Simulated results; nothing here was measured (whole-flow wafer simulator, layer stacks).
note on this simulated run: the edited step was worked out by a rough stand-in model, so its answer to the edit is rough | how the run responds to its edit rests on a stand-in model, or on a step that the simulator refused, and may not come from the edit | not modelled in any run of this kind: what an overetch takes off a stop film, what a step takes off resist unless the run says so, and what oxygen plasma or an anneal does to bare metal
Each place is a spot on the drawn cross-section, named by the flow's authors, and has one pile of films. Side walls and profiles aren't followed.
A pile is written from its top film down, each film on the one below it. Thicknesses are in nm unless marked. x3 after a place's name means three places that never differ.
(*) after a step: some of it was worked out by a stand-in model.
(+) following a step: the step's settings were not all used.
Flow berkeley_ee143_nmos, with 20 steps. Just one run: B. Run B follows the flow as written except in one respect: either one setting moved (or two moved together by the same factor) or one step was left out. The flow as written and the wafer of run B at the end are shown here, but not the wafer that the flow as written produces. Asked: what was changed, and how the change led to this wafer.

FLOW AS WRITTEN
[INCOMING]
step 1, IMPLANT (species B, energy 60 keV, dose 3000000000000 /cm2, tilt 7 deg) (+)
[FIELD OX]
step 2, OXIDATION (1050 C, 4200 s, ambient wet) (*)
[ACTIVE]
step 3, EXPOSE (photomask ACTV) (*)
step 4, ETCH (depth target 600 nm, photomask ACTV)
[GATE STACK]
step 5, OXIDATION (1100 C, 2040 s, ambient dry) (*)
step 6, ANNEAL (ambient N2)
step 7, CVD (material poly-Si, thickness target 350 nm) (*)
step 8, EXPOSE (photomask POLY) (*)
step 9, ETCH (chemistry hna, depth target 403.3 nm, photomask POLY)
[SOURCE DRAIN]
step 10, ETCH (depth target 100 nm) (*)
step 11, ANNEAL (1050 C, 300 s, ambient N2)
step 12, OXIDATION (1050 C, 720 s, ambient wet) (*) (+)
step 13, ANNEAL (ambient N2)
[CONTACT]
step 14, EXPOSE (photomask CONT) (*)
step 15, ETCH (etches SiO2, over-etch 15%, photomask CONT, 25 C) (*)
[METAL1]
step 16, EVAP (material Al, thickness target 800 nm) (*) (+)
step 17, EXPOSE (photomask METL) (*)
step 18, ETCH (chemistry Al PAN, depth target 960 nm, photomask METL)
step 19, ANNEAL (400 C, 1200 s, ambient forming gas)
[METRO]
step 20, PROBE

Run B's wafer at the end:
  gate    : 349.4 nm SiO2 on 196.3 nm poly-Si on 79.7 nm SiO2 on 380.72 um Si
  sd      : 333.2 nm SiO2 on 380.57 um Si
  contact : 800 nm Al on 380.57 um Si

Cause: step 12, OXIDATION: 1155 C was run, though the flow has 1050 C.

The path from the change to this, step by step:
  step 12, OXIDATION (1050 C, 720 s, ambient wet) (*) (+)
      sd, contact: +333.2 SiO2 (new film), -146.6 Si (as written it would have been: +189.4 SiO2 (new film), -83.4 Si)
      gate: +349.4 SiO2 (new film), -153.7 poly-Si (as written it would have been: +217.6 SiO2 (new film), -95.7 poly-Si)
      (also at 1 further place)
  step 15, ETCH (etches SiO2, over-etch 15%, photomask CONT, 25 C) (*)
      contact: -333.2 SiO2 (all of it) (as written it would have been: -189.4 SiO2 (all of it))
